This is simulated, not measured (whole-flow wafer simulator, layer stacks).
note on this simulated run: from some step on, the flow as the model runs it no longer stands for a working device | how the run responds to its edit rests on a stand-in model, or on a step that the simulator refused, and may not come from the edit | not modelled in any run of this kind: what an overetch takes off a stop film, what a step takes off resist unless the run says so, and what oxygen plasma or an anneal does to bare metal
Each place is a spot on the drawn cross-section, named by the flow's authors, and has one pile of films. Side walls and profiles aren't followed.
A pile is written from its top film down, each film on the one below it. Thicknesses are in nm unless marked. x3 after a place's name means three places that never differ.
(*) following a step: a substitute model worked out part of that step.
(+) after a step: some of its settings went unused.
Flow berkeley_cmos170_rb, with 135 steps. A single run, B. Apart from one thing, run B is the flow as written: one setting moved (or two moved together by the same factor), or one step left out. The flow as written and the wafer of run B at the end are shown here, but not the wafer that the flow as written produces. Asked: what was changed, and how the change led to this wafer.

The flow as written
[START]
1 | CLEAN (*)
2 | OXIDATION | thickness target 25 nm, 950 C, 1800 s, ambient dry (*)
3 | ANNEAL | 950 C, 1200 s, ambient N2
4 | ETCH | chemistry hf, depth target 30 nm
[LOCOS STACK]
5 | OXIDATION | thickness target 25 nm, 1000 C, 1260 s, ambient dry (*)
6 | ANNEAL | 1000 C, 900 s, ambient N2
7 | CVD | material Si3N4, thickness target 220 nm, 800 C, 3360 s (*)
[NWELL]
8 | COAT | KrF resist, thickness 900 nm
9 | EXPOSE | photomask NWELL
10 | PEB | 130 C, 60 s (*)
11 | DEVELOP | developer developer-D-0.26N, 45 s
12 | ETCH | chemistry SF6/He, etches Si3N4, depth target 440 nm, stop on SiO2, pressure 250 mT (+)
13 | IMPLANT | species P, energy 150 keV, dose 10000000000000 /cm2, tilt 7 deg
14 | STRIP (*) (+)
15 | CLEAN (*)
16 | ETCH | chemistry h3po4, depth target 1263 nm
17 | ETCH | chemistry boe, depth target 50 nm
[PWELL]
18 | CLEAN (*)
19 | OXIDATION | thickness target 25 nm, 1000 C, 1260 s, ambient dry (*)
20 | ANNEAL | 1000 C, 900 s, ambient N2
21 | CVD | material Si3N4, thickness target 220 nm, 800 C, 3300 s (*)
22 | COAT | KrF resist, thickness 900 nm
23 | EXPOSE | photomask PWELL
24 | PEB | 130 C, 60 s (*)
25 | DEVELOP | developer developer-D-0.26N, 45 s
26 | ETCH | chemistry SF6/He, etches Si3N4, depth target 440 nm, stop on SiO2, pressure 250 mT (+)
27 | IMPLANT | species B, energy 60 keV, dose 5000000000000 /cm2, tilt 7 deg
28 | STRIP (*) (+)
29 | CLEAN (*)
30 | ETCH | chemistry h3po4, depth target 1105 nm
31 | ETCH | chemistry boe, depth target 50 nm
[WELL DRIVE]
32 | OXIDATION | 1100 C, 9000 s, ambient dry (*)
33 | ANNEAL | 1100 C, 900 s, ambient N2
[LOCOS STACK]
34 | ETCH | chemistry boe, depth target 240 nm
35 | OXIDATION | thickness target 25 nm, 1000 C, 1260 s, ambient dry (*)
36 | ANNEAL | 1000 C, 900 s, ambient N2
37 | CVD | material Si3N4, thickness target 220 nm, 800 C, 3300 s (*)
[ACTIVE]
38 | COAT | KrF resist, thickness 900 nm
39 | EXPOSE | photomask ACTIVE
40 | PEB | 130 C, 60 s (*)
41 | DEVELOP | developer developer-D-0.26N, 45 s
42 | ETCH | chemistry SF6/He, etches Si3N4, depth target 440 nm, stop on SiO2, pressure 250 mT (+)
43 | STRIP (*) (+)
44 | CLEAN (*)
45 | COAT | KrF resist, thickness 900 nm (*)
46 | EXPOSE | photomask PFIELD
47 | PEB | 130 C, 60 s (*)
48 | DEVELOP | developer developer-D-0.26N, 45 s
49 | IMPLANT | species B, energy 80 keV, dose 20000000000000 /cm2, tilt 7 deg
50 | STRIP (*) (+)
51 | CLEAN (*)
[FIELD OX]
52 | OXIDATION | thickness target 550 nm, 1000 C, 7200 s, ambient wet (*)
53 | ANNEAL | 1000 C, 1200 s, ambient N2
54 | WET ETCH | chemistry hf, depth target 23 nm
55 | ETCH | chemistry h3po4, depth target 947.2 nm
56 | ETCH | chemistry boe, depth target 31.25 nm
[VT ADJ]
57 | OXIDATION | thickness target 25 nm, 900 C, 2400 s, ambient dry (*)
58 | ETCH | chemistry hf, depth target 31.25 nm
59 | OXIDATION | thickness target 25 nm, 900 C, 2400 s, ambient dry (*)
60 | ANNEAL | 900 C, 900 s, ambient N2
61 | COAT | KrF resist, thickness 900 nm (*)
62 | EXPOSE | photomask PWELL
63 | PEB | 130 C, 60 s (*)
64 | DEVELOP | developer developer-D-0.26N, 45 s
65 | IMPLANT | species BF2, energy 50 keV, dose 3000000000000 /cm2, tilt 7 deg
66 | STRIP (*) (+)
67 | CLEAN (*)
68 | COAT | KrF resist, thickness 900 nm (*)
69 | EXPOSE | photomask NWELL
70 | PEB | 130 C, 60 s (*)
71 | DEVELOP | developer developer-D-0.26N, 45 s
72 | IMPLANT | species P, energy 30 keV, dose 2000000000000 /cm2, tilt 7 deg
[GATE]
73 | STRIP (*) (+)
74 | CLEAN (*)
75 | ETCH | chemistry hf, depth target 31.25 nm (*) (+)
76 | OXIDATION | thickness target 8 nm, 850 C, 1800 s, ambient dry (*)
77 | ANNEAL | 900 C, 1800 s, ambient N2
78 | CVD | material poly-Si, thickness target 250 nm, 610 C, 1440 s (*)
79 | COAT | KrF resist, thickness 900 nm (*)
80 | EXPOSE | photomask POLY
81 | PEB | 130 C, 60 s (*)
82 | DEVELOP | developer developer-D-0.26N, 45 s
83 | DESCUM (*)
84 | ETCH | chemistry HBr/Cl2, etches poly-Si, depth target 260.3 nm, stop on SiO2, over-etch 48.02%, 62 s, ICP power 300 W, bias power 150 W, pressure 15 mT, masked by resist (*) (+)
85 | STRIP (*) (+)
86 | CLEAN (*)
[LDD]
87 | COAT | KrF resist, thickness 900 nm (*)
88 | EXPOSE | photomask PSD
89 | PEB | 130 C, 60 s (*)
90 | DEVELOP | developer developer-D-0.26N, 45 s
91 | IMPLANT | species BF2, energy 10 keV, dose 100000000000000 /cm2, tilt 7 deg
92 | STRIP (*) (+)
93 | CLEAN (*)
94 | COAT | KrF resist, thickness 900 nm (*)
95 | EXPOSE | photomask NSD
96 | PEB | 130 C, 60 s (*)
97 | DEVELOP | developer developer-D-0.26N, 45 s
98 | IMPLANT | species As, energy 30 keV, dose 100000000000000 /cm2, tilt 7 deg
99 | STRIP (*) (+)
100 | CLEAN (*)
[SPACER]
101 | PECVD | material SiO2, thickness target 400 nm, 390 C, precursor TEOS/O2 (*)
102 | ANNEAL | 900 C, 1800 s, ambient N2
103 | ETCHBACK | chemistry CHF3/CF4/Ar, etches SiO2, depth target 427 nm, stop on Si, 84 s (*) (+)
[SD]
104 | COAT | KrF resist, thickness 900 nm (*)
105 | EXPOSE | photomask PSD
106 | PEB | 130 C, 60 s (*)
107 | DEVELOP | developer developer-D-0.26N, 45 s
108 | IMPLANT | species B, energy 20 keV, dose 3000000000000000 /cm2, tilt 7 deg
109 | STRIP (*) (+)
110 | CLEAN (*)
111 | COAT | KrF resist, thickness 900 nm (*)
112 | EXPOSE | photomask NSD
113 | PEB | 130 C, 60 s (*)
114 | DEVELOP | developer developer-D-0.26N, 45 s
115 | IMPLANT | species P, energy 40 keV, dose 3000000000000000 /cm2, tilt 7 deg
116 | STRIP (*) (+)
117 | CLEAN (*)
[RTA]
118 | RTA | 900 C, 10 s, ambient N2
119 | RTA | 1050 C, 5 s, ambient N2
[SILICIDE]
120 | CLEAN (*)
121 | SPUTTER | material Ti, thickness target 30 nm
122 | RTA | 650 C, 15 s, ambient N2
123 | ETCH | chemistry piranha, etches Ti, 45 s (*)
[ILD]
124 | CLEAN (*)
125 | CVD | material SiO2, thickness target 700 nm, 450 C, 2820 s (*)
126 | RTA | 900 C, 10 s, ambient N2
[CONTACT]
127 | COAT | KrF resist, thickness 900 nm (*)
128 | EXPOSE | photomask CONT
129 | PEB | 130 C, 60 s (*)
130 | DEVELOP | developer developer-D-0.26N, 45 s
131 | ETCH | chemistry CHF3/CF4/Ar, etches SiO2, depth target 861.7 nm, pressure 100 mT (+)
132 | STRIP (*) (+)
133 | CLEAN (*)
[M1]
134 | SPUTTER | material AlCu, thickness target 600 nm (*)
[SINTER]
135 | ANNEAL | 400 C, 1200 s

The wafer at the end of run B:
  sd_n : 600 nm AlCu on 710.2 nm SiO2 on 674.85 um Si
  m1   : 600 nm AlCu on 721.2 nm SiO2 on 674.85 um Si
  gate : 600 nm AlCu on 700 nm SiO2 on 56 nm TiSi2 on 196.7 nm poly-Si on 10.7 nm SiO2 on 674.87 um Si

Cause: step 34, ETCH: depth target 128 nm was run, though the flow has depth target 240 nm.

How this came from the change, step by step:
  34 | ETCH | chemistry boe, depth target 240 nm
      field, sd_n, spacer_n and 6 more: -128 SiO2 (it would be, as written: -197.6 SiO2 (all of it))
  35 | OXIDATION | thickness target 25 nm, 1000 C, 1260 s, ambient dry (*)
      field, sd_n, spacer_n and 6 more: +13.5 SiO2, -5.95 Si (it would be, as written: +26.6 SiO2 (new film), -11.7 Si)
  52 | OXIDATION | thickness target 550 nm, 1000 C, 7200 s, ambient wet (*)
      spacer_p, gate_p: +12.9 SiO2 (new film), -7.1 Si3N4, +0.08 SiO2 (it would be, as written: +12.9 SiO2 (new film), -7.1 Si3N4)
      spacer_n: +12.9 SiO2 (new film), -7.1 Si3N4, +0.11 SiO2, -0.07 Si (it would be, as written: +12.9 SiO2 (new film), -7.1 Si3N4)
      (also at 6 further places)
  56 | ETCH | chemistry boe, depth target 31.25 nm
      gate, sd_p, spacer_p, gate_p, contact: -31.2 SiO2 (it would be, as written: -26.6 SiO2 (all of it))
      sd_n: -31.2 SiO2 (it would be, as written: -28.8 SiO2 (all of it))
      (also at 2 further places)
  57 | OXIDATION | thickness target 25 nm, 900 C, 2400 s, ambient dry (*)
      gate, spacer_p, gate_p: +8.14 SiO2, -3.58 Si (it would be, as written: +15 SiO2 (new film), -6.62 Si)
      sd_n: +4.69 SiO2, -2.06 Si (it would be, as written: +15 SiO2 (new film), -6.62 Si)
      (also at 4 further places)
  58 | ETCH | chemistry hf, depth target 31.25 nm
      spacer_n, gate, sd_p, spacer_p, gate_p, m1: -31.2 SiO2 (it would be, as written: -15 SiO2 (all of it))
      sd_n, contact: -31.3 SiO2 (it would be, as written: -15 SiO2 (all of it))
  59 | OXIDATION | thickness target 25 nm, 900 C, 2400 s, ambient dry (*)
      spacer_n, gate, spacer_p, gate_p: +8.02 SiO2, -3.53 Si (it would be, as written: +15 SiO2 (new film), -6.62 Si)
      sd_n: +7.1 SiO2, -3.12 Si (it would be, as written: +15 SiO2 (new film), -6.62 Si)
      (also at 3 further places)
  75 | ETCH | chemistry hf, depth target 31.25 nm (*) (+)
      sd_n, spacer_n, gate, sd_p, spacer_p, gate_p, contact, m1: -31.2 SiO2 (it would be, as written: -15 SiO2 (all of it))
  76 | OXIDATION | thickness target 8 nm, 850 C, 1800 s, ambient dry (*)
      spacer_n, gate, spacer_p, gate_p: +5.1 SiO2, -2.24 Si (it would be, as written: +7.53 SiO2 (new film), -3.31 Si)
      sd_n: +3.4 SiO2, -1.5 Si (it would be, as written: +7.53 SiO2 (new film), -3.31 Si)
      (also at 3 further places)
  79 | COAT | KrF resist, thickness 900 nm (*)
      spacer_n, spacer_p, gate_p: +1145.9 KrF resist (new film) (it would be, as written: +1122.5 KrF resist (new film))
      gate: +1145.9 KrF resist (new film) (it would be, as written: +1122.6 KrF resist (new film))
  82 | DEVELOP | developer developer-D-0.26N, 45 s
      spacer_n, spacer_p: -1145.9 KrF resist (all of it) (it would be, as written: -1122.5 KrF resist (all of it))
  85 | STRIP (*) (+)
      gate: -1003.3 KrF resist (all of it) (it would be, as written: -980 KrF resist (all of it))
      gate_p: -1003.3 KrF resist (all of it) (it would be, as written: -979.9 KrF resist (all of it))
  87 | COAT | KrF resist, thickness 900 nm (*)
      gate: +724.3 KrF resist (new film) (it would be, as written: +706 KrF resist (new film))
      gate_p: +721.7 KrF resist (new film) (it would be, as written: +706.3 KrF resist (new film))
  90 | DEVELOP | developer developer-D-0.26N, 45 s
      gate_p: -721.7 KrF resist (all of it) (it would be, as written: -706.3 KrF resist (all of it))
  92 | STRIP (*) (+)
      gate: -710.1 KrF resist (all of it) (it would be, as written: -691.8 KrF resist (all of it))
  94 | COAT | KrF resist, thickness 900 nm (*)
      gate: +724.3 KrF resist (new film) (it would be, as written: +706 KrF resist (new film))
      gate_p: +721.7 KrF resist (new film) (it would be, as written: +706.3 KrF resist (new film))
  ... another 14 steps ...
  132 | STRIP (*) (+)
      field: -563 KrF resist (all of it) (it would be, as written: -575.3 KrF resist (all of it))
      sd_n: -799.5 KrF resist (all of it) (it would be, as written: -780.4 KrF resist (all of it))
      (also at 1 further place)
